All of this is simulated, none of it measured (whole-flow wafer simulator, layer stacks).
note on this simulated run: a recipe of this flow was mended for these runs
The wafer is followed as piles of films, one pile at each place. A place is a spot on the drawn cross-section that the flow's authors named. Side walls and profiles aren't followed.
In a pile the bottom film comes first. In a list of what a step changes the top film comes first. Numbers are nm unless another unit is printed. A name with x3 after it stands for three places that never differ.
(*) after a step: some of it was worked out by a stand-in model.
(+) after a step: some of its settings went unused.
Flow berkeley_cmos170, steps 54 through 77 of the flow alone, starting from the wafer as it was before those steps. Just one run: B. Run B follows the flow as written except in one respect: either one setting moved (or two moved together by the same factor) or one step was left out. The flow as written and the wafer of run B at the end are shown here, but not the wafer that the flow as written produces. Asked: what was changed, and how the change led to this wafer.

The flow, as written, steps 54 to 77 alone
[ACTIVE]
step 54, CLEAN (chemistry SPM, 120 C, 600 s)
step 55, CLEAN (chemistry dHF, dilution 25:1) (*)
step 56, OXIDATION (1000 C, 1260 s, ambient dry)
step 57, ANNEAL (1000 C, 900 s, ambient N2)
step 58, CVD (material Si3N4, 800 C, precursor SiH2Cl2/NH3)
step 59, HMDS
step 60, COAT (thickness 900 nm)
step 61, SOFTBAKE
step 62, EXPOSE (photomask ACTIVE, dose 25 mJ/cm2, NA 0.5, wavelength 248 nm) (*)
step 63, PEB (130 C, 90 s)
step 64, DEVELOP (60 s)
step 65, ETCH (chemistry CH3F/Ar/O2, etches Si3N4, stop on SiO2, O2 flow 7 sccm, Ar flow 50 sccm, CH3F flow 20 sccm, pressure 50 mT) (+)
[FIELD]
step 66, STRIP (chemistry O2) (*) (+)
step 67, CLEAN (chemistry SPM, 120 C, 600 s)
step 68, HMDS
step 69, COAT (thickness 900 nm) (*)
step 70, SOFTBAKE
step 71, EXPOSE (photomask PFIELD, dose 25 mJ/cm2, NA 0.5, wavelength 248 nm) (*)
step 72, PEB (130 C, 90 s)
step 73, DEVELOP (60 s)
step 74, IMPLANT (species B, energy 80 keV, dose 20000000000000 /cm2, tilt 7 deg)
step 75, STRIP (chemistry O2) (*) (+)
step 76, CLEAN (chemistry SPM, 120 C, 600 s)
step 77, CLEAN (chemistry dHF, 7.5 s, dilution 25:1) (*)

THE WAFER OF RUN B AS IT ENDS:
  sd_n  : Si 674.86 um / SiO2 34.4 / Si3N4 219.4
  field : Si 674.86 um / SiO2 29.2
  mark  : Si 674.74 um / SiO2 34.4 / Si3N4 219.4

The reason: step 56, OXIDATION: 2016 s was run, while the flow as written has 1260 s.

The path from the change to this, step by step:
  step 56, OXIDATION (1000 C, 1260 s, ambient dry)
      field, mark, sd_n and 10 more: SiO2 gains 34.4 (new film), Si loses 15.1 (as written it would have been: SiO2 gains 26.6 (new film), Si loses 11.7)
